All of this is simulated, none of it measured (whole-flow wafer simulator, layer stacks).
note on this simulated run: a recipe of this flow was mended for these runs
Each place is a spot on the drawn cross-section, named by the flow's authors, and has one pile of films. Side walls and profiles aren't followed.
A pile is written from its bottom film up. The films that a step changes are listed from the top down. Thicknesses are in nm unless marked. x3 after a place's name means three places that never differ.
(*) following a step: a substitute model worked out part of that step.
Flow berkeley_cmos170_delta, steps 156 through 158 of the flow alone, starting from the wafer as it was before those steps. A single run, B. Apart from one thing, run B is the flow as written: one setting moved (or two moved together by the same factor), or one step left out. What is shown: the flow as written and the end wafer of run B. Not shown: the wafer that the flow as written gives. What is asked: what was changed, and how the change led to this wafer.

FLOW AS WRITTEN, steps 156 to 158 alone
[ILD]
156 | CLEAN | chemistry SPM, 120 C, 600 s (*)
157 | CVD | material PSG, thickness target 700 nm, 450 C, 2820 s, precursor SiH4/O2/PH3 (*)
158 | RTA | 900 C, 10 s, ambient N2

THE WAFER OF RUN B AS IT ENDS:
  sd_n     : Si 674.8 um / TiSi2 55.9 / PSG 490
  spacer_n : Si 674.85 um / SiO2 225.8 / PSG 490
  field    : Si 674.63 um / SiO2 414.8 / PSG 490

Cause: step 157, CVD: thickness target 490 nm was run, whereas the flow has thickness target 700 nm; step 157, CVD: 1974 s was run, where the flow has 2820 s.
The wafer lets one read it off: sd_n has PSG 490, and step 157 as written asks for 700 nm.

How this came from the change, step by step:
  157 | CVD | material PSG, thickness target 700 nm, 450 C, 2820 s, precursor SiH4/O2/PH3 (*)
      field, sd_n, spacer_n, gate, spacer_p, gate_p, contact x2: +490 PSG (new film) (as written it would have been: +700 PSG (new film))
      sd_p: +464.5 PSG (new film) (as written it would have been: +659.7 PSG (new film))
